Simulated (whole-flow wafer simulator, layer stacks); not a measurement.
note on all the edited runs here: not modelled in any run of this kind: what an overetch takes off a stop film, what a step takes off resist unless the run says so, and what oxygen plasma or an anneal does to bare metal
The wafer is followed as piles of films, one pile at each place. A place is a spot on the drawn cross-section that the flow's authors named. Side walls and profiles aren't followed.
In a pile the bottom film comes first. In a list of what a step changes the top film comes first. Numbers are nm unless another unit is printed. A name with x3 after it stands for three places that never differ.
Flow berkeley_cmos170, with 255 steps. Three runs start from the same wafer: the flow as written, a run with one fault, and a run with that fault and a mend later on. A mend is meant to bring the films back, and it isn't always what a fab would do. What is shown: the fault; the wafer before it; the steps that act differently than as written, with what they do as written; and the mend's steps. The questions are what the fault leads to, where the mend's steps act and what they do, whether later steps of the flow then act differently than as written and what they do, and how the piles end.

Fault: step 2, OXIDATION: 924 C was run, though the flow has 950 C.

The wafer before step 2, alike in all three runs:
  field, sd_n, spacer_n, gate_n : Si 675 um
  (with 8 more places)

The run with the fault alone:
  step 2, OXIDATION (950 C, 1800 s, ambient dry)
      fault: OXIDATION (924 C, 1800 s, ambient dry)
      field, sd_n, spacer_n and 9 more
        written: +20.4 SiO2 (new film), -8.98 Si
        fault: +15.6 SiO2 (new film), -6.88 Si
  Steps later in the flow that act otherwise than as written:
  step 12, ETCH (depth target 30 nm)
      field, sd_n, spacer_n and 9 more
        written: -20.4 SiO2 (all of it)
        fault: -15.6 SiO2 (all of it)
  At the end the piles are close to the flow's at the places that both follow, differing by at most 2% or 0.5 nm, whichever is larger.

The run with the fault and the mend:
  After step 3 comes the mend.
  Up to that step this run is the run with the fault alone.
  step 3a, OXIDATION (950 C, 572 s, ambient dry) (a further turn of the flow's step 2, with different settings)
      field, sd_n, spacer_n and 9 more
        +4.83 SiO2, -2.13 Si
  Every later step of the flow that is run acts as written, at every place that is followed, to within 2% or 0.5 nm, whichever is larger.
  The piles end the same as the flow's at every place that both follow.
